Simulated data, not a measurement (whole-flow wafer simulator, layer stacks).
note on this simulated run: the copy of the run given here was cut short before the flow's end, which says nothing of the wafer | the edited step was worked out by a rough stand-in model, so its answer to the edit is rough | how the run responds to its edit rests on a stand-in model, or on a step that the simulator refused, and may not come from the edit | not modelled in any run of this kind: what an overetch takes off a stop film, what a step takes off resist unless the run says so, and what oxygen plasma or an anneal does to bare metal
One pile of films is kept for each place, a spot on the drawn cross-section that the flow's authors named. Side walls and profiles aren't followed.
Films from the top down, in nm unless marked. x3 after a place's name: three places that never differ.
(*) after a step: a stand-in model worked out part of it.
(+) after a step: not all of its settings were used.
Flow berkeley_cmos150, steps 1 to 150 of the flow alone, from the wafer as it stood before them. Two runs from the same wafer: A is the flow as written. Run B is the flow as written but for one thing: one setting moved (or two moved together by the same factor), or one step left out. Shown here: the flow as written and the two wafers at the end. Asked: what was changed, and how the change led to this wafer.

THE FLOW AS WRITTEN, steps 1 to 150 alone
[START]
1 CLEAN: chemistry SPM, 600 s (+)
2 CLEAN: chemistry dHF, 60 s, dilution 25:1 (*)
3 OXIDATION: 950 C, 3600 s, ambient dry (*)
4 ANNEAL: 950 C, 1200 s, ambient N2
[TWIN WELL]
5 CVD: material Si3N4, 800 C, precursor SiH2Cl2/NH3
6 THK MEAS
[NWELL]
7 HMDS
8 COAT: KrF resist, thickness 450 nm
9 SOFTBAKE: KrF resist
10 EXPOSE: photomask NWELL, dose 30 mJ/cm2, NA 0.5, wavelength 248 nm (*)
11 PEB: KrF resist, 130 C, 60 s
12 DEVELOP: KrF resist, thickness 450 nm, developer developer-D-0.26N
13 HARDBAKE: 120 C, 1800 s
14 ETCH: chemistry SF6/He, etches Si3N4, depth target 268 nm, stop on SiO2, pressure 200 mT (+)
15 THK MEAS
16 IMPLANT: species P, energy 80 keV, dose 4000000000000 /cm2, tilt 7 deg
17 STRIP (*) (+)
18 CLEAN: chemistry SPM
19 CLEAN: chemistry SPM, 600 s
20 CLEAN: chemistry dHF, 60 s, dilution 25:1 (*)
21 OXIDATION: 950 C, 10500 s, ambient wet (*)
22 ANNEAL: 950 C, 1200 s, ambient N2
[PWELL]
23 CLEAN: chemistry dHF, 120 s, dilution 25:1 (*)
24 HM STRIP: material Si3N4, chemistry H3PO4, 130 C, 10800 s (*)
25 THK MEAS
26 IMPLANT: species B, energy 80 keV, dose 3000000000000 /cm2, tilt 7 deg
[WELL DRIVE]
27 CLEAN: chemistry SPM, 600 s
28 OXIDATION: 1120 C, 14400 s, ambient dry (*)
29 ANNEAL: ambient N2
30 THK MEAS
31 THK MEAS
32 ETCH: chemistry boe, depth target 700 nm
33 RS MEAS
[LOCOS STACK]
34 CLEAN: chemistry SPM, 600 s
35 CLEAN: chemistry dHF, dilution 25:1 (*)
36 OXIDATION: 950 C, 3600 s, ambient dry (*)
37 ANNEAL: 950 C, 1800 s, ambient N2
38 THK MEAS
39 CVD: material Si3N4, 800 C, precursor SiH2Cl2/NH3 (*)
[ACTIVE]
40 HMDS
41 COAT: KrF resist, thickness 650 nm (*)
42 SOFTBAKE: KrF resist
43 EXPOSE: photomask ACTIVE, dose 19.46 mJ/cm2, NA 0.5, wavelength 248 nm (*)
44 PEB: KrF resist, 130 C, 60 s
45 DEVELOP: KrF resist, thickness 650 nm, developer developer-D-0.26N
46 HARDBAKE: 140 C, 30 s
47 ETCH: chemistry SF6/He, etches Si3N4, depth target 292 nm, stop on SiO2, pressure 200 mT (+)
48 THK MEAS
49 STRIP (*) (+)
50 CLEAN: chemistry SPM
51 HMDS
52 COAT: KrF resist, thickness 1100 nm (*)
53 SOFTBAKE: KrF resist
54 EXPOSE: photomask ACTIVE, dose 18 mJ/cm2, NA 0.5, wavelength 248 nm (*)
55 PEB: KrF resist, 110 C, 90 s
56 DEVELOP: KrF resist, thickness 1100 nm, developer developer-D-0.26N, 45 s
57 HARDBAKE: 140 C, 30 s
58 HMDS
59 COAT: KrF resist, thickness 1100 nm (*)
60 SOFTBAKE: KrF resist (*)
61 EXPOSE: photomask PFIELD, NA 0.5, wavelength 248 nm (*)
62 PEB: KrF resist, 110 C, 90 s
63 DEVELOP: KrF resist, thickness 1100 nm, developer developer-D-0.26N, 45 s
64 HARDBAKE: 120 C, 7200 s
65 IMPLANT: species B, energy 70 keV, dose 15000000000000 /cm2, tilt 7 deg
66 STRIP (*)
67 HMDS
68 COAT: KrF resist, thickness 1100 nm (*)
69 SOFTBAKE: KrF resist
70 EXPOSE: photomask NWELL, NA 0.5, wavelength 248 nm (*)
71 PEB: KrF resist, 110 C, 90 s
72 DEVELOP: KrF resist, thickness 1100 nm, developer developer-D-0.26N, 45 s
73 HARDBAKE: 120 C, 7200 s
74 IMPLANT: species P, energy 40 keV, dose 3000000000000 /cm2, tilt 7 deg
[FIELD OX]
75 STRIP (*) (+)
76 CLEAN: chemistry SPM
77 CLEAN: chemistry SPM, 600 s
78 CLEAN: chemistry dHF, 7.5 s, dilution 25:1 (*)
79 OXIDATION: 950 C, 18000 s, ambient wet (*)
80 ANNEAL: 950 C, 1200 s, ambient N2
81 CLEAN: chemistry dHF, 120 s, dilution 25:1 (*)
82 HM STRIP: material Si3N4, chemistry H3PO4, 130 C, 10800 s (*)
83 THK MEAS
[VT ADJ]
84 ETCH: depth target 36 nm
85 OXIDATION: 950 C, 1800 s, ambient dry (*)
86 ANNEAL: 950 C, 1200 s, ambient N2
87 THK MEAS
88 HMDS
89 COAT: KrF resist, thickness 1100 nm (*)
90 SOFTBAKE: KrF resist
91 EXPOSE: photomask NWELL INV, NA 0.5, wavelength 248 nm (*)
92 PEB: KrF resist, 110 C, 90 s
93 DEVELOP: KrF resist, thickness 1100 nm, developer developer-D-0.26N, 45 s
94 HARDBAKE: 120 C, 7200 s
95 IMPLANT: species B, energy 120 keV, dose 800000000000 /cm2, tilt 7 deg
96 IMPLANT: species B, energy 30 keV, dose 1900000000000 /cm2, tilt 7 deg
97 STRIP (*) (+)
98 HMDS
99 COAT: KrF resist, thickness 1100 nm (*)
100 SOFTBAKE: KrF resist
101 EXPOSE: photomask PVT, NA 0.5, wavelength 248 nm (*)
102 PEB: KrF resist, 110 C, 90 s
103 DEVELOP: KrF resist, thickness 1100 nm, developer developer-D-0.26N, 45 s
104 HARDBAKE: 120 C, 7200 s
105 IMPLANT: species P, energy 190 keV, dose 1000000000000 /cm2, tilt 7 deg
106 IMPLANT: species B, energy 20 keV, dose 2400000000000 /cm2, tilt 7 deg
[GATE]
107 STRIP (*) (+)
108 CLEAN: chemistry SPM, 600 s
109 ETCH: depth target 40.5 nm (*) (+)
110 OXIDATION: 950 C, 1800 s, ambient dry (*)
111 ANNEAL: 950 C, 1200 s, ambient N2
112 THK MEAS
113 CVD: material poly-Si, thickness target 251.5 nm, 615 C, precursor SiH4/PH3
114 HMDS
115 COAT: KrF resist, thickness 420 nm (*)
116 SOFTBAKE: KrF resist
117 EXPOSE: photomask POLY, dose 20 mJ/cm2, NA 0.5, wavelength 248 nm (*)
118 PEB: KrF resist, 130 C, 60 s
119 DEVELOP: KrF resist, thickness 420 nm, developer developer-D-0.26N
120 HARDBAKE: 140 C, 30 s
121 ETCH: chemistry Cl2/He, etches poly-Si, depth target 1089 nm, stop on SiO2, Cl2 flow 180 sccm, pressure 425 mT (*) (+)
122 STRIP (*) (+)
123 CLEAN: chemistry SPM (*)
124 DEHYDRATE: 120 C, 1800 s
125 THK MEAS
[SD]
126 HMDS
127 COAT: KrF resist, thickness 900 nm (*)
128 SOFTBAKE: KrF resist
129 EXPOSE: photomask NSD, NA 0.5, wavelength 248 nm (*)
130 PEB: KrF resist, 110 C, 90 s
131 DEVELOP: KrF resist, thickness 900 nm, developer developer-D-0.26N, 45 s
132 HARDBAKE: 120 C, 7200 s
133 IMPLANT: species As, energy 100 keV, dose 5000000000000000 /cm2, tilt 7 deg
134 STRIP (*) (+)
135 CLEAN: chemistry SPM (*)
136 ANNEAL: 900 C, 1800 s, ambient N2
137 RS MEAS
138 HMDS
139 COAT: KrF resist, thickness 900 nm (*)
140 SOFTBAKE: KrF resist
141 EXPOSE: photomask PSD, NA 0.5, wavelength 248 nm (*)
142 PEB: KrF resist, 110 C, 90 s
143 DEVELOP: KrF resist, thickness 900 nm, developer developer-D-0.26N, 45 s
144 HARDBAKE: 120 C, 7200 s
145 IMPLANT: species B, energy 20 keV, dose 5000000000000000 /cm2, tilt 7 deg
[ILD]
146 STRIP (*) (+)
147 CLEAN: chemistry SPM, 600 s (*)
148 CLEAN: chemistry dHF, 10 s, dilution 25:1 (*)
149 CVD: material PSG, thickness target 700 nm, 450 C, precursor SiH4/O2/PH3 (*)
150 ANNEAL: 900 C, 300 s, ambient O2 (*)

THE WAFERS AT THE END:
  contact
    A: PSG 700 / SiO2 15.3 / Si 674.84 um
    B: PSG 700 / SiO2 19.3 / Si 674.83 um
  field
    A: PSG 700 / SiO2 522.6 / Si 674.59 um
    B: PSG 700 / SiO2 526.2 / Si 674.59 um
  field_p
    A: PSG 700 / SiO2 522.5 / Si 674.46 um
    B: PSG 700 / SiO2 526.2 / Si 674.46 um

The cause: step 85, OXIDATION: 1045 C was run, where the flow has 950 C.

How the change led to this, step by step:
  85 OXIDATION: 950 C, 1800 s, ambient dry (*)
      gate_n, sd_p, gate_p, contact, m1: A SiO2 +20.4 (new film), Si -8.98 | B SiO2 +48 (new film), Si -21.1
      field, field_p: A SiO2 +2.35, Si -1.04 | B SiO2 +6.06, Si -2.67
      (and at 1 more place)
  109 ETCH: depth target 40.5 nm (*) (+)
      gate_n, sd_p, gate_p, contact, m1: A SiO2 -20.4 (all of it) | B SiO2 -40.5
      sd_n: A SiO2 -40.4 (all of it) | B SiO2 -40.5
  110 OXIDATION: 950 C, 1800 s, ambient dry (*)
      gate_n, sd_p, gate_p, contact, m1: A SiO2 +20.4 (new film), Si -8.98 | B SiO2 +16.9, Si -7.44
      sd_n: A SiO2 +20.4 (new film), Si -8.98 | B SiO2 +12.9, Si -5.66
  115 COAT: KrF resist, thickness 420 nm (*)
      sd_n: A KrF resist +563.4 (new film) | B KrF resist +551.5 (new film)
  119 DEVELOP: KrF resist, thickness 420 nm, developer developer-D-0.26N
      sd_n: A KrF resist -562.5 (all of it) | B KrF resist -550.6 (all of it)
  122 STRIP (*) (+)
      gate_n: A chemical SiO2 +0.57 (new film), KrF resist -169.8 (all of it), poly-Si -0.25 | B chemical SiO2 +0.57 (new film), KrF resist -175.5 (all of it), poly-Si -0.25
